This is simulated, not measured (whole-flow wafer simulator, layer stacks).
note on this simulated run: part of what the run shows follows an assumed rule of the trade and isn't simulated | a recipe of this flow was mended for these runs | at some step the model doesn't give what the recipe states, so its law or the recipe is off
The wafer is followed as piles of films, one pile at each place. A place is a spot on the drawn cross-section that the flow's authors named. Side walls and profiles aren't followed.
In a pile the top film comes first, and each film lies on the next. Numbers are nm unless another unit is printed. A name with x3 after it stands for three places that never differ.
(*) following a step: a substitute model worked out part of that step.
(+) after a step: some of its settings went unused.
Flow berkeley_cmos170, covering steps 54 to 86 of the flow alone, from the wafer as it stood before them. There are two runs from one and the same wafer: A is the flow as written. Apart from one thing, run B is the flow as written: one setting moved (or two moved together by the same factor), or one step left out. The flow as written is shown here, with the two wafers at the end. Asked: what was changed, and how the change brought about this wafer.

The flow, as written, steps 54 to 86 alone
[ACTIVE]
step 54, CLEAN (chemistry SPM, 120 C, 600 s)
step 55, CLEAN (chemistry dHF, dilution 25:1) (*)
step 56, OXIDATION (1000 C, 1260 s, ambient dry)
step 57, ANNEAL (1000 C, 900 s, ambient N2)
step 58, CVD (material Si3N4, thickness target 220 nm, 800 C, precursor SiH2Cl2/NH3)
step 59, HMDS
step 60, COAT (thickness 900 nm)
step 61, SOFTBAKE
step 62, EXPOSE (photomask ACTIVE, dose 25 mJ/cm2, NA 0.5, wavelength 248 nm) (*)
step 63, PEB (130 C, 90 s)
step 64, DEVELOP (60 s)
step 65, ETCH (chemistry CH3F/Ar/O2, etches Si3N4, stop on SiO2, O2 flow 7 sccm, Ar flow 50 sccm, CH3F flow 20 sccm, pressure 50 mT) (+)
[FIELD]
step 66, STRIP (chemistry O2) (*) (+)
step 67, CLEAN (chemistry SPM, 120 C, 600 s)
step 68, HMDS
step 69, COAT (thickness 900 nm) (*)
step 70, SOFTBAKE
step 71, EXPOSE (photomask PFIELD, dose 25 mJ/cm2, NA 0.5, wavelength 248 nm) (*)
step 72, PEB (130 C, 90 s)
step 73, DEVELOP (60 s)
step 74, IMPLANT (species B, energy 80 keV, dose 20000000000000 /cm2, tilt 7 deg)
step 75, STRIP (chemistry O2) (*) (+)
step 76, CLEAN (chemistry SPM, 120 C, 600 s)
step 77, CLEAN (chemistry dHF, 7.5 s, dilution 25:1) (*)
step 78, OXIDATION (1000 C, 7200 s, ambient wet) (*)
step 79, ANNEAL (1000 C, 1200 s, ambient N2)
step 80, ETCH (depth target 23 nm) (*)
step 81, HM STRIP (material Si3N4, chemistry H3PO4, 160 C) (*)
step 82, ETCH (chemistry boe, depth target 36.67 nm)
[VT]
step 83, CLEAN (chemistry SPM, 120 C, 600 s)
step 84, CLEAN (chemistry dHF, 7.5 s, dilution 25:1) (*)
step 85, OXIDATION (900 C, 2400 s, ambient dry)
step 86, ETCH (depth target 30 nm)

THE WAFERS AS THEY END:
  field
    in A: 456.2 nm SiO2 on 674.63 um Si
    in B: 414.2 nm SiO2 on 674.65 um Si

Cause: step 58, CVD: thickness target 194 nm was run, while the flow as written has thickness target 220 nm; step 78, OXIDATION: 6336 s was run, where the flow has 7200 s.

How this came from the change, step by step:
  step 58, CVD (material Si3N4, thickness target 220 nm, 800 C, precursor SiH2Cl2/NH3)
      field, mark, sd_n and 10 more: A Si3N4 gains 220 (new film) | B Si3N4 gains 194 (new film)
  step 65, ETCH (chemistry CH3F/Ar/O2, etches Si3N4, stop on SiO2, O2 flow 7 sccm, Ar flow 50 sccm, CH3F flow 20 sccm, pressure 50 mT) (+)
      mark, sd_n, spacer_n and 9 more: A KrF-resist loses 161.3 | B KrF-resist loses 144
      field: A Si3N4 loses 220 (all of it), SiO2 loses 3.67 | B Si3N4 loses 194 (all of it), SiO2 loses 3.67
  step 66, STRIP (chemistry O2) (*) (+)
      mark, sd_n, spacer_n and 9 more: A KrF-resist loses 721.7 (all of it) | B KrF-resist loses 739.1 (all of it)
  step 78, OXIDATION (1000 C, 7200 s, ambient wet) (*)
      mark, spacer_n, gate_n and 7 more: A SiO2 gains 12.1 (new film), Si3N4 loses 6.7 | B SiO2 gains 11 (new film), Si3N4 loses 6.08
      sd_n, sd_p: A SiO2 gains 12.1 (new film), Si3N4 loses 6.7, SiO2 gains 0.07, Si loses 0.07 | B SiO2 gains 11 (new film), Si3N4 loses 6.08, SiO2 gains 0.09, Si loses 0.09
      (also at 1 further place)
  step 80, ETCH (depth target 23 nm) (*)
      mark, sd_n, spacer_n and 9 more: A SiO2 loses 12.1 (all of it), Si3N4 loses 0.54 | B SiO2 loses 11 (all of it), Si3N4 loses 0.6
  step 81, HM STRIP (material Si3N4, chemistry H3PO4, 160 C) (*)
      mark, sd_n, spacer_n and 9 more: A Si3N4 loses 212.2 (all of it), SiO2 loses 11.1 | B Si3N4 loses 186.8 (all of it), SiO2 loses 9.76
      field: A SiO2 loses 17.7 | B SiO2 loses 15.6
  step 82, ETCH (chemistry boe, depth target 36.67 nm)
      mark, spacer_n, gate_n and 7 more: A SiO2 loses 15.5 (all of it) | B SiO2 loses 16.8 (all of it)
      sd_n, sd_p: A SiO2 loses 15.5 (all of it) | B SiO2 loses 16.9 (all of it)
